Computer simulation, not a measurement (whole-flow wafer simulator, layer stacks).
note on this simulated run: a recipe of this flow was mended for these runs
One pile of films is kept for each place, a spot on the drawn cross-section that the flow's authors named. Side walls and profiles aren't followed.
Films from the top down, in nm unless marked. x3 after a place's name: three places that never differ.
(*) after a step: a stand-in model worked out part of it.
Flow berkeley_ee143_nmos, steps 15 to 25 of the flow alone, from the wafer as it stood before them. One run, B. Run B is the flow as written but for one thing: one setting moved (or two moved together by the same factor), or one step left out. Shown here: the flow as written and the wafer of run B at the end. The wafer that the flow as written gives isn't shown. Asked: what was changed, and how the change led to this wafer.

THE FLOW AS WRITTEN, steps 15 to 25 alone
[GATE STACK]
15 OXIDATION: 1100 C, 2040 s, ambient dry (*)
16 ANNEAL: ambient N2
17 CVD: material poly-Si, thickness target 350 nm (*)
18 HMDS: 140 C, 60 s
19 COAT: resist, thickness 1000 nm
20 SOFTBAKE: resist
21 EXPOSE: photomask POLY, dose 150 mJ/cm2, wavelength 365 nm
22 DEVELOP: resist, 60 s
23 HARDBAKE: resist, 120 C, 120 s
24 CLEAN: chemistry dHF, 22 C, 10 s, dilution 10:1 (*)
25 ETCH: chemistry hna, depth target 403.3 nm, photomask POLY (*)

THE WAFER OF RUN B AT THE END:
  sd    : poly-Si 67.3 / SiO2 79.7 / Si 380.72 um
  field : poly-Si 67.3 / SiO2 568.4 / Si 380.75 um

The cause: step 25, ETCH: depth target 282.7 nm was run, where the flow has depth target 403.3 nm.

How the change led to this, step by step:
  25 ETCH: chemistry hna, depth target 403.3 nm, photomask POLY (*)
      sd, contact, field: poly-Si -282.7 (as written it would be: poly-Si -350 (all of it), SiO2 -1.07)
